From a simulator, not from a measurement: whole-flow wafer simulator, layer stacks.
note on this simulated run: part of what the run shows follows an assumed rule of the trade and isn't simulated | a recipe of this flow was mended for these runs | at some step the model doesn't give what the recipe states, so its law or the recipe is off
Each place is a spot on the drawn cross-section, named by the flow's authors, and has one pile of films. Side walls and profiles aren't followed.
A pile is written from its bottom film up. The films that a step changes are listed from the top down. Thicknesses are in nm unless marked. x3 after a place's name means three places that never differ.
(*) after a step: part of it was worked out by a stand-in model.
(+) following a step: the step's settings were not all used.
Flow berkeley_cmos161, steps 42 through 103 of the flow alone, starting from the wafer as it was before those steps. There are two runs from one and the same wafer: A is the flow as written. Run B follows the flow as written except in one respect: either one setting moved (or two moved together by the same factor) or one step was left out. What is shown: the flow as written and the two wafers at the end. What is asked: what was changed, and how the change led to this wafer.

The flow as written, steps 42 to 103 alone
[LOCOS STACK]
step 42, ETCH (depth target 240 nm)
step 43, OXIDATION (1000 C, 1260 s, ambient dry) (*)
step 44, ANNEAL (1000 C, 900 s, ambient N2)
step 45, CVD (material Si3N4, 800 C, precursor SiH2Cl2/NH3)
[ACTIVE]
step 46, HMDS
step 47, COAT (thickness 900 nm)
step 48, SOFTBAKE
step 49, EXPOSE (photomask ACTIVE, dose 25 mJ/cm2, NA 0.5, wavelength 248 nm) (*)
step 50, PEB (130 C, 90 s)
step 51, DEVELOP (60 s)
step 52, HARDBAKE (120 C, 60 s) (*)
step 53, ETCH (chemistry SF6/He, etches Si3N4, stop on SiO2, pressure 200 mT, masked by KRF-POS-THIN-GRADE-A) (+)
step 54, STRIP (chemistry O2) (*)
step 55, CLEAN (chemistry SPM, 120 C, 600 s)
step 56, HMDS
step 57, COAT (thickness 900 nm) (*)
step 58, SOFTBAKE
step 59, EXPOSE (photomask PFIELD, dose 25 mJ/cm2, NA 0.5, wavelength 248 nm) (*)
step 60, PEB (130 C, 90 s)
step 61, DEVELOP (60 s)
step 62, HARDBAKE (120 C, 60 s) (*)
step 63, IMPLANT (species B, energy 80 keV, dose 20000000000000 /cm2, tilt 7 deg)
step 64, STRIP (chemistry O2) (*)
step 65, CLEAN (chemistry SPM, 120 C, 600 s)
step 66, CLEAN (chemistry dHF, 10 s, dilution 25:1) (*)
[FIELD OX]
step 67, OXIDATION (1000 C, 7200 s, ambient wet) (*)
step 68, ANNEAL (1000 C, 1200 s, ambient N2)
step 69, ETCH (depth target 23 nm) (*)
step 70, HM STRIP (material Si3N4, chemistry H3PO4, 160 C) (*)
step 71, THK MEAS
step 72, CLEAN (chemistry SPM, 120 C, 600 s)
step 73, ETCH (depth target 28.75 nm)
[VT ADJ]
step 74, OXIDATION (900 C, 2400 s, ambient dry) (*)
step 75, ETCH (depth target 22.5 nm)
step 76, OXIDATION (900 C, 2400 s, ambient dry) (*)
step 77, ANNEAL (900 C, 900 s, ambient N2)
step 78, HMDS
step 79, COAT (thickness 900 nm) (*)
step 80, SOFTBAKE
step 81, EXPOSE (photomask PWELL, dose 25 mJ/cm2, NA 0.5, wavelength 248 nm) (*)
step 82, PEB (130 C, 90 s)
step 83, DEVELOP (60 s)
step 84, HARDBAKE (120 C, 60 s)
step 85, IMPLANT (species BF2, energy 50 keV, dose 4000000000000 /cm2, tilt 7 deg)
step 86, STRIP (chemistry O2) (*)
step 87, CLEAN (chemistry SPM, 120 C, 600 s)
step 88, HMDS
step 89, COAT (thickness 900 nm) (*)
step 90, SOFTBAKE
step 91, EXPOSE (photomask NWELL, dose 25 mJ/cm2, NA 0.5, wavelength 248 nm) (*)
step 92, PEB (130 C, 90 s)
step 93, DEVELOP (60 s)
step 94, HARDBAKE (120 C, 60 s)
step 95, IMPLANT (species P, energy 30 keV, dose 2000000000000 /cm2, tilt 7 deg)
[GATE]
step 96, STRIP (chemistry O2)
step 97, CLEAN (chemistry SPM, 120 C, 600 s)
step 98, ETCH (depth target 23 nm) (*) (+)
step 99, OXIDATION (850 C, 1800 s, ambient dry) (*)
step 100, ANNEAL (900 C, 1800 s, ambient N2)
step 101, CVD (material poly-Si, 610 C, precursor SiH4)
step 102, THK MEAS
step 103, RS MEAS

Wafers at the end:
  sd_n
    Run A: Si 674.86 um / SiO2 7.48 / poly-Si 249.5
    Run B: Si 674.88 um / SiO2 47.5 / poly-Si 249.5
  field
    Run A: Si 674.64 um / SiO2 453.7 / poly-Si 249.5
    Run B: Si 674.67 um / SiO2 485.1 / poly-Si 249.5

The reason: step 42, ETCH: depth target 96 nm was run, whereas the flow has depth target 240 nm.

How this came from the change, step by step:
  step 42, ETCH (depth target 240 nm)
      field, sd_n, spacer_n and 6 more: A SiO2 loses 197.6 (all of it) | B SiO2 loses 96
  step 43, OXIDATION (1000 C, 1260 s, ambient dry) (*)
      field, sd_n, spacer_n and 6 more: A SiO2 gains 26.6 (new film), Si loses 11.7 | B SiO2 gains 11.7, Si loses 5.13
  step 67, OXIDATION (1000 C, 7200 s, ambient wet) (*)
      sd_n, sd_p: A SiO2 gains 12.1 (new film), Si3N4 loses 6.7, SiO2 gains 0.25, Si loses 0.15 | B SiO2 gains 12.1 (new film), Si3N4 loses 6.7
      field: A SiO2 gains 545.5, Si loses 240 | B SiO2 gains 490.3, Si loses 215.7
  step 73, ETCH (depth target 28.75 nm)
      spacer_n, gate_n, spacer_p, gate_p, contact, m1: A SiO2 loses 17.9 (all of it) | B SiO2 loses 28.8
      sd_n, sd_p: A SiO2 loses 18.1 (all of it) | B SiO2 loses 28.8
  step 74, OXIDATION (900 C, 2400 s, ambient dry) (*)
      sd_n, spacer_n, gate_n, sd_p, spacer_p, gate_p, contact, m1: A SiO2 gains 14.9 (new film), Si loses 6.57 | B SiO2 gains 7.22, Si loses 3.18
  step 75, ETCH (depth target 22.5 nm)
      sd_n, spacer_n, gate_n, sd_p, spacer_p, gate_p, contact, m1: A SiO2 loses 14.9 (all of it) | B SiO2 loses 22.5
  step 76, OXIDATION (900 C, 2400 s, ambient dry) (*)
      sd_n, spacer_n, gate_n, sd_p, spacer_p, gate_p, contact, m1: A SiO2 gains 14.9 (new film), Si loses 6.57 | B SiO2 gains 6.8, Si loses 2.99
  step 98, ETCH (depth target 23 nm) (*) (+)
      sd_n, spacer_n, gate_n, sd_p, spacer_p, gate_p, contact, m1: A SiO2 loses 14.9 (all of it) | B SiO2 loses 23
  step 99, OXIDATION (850 C, 1800 s, ambient dry) (*)
      sd_n, spacer_n, gate_n, sd_p, spacer_p, gate_p, contact, m1: A SiO2 gains 7.48 (new film), Si loses 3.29 | B SiO2 gains 3.07, Si loses 1.35
